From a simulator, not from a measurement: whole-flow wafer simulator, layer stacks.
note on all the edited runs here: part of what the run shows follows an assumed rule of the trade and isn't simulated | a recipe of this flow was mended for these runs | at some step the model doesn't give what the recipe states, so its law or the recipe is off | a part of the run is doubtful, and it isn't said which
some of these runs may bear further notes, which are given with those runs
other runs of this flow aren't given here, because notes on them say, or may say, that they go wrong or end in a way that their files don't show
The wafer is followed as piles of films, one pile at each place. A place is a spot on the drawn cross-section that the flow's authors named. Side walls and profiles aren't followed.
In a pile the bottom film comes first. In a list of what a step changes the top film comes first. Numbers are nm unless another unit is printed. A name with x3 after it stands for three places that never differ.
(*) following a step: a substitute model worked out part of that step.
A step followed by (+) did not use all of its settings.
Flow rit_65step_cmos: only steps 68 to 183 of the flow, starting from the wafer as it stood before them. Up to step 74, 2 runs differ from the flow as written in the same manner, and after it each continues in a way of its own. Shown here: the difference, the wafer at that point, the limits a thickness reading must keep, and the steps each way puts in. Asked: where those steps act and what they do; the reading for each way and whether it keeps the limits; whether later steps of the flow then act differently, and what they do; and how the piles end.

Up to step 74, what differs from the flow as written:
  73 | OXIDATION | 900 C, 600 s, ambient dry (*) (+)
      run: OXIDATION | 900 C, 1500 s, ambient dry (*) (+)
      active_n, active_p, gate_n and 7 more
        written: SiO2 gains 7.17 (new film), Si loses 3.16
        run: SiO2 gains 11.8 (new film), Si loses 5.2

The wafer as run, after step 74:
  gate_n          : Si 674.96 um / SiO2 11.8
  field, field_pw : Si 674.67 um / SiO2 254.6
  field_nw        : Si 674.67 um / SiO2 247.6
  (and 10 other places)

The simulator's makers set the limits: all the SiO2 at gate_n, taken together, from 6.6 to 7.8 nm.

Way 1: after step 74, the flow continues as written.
  After step 74, the reading is 11.8 nm, outside the limits.
  Later steps of the flow acting differently than as written (34 other steps are not shown; they differ only slightly, by no more than 2% or 0.5 nm, whichever is larger):
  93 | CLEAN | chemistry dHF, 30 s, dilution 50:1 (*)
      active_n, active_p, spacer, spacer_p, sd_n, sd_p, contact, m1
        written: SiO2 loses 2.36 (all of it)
        way: SiO2 loses 2.78
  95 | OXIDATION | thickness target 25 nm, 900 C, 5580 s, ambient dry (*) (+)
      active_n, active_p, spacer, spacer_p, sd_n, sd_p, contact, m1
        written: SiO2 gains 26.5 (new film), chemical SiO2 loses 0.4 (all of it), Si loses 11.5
        way: SiO2 gains 23.1, Si loses 10.1
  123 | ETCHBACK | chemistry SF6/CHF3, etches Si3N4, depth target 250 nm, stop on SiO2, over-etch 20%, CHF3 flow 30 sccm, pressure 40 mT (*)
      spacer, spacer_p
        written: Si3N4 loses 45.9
        way: Si3N4 loses 43.5
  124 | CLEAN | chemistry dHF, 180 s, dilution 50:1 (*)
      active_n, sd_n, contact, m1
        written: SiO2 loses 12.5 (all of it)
        way: SiO2 loses 13.3 (all of it)
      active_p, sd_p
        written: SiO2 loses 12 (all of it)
        way: SiO2 loses 12.8 (all of it)
  At gate_n, gate_p, spacer, spacer_p, the piles at the end differ from the flow's by more than 2% or 0.5 nm, whichever is larger.
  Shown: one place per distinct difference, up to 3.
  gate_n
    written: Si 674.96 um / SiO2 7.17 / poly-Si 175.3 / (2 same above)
    way: Si 674.96 um / SiO2 11.8 / poly-Si 175.3 / (2 same above)
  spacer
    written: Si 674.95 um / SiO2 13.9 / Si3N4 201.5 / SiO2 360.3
    way: Si 674.95 um / SiO2 14.7 / Si3N4 203.9 / SiO2 360.3
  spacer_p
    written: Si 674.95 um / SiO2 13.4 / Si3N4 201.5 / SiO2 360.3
    way: Si 674.95 um / SiO2 14.2 / Si3N4 203.9 / SiO2 360.3

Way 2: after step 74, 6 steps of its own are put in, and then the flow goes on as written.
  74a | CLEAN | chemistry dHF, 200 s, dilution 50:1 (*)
      active_n, active_p, gate_n and 7 more
        SiO2 loses 11.8 (all of it)
      field, field_pw, field_nw, field_p
        SiO2 loses 18.5
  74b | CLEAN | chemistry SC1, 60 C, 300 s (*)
      active_n, active_p, gate_n and 7 more
        chemical SiO2 gains 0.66 (new film), Si loses 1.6
      field, field_pw, field_nw, field_p
        SiO2 loses 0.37
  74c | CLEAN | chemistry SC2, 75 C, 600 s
      does not change any film at any place that is followed
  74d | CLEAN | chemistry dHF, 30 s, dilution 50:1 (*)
      active_n, active_p, gate_n and 7 more
        chemical SiO2 loses 0.66 (all of it)
      field, field_pw, field_nw, field_p
        SiO2 loses 2.78
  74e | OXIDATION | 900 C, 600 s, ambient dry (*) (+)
      active_n, active_p, gate_n and 7 more
        SiO2 gains 7.17 (new film), Si loses 3.16
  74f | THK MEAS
      does not change any film at any place that is followed
  After step 74f, the reading is 7.17 nm, within the limits.
  None of the later steps of the flow differs from how it acts as written, at any place that is followed, by more than 2% or 0.5 nm, whichever is larger.
  At field, field_pw, field_nw, field_p, the piles at the end differ from the flow's by more than 2% or 0.5 nm, whichever is larger.
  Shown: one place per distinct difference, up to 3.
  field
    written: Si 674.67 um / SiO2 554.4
    way: Si 674.67 um / SiO2 533.1
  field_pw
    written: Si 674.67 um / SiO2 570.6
    way: Si 674.67 um / SiO2 549.3
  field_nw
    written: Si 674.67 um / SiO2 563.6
    way: Si 674.67 um / SiO2 542.3

The limits are kept by: way 2. They are not kept by: way 1.
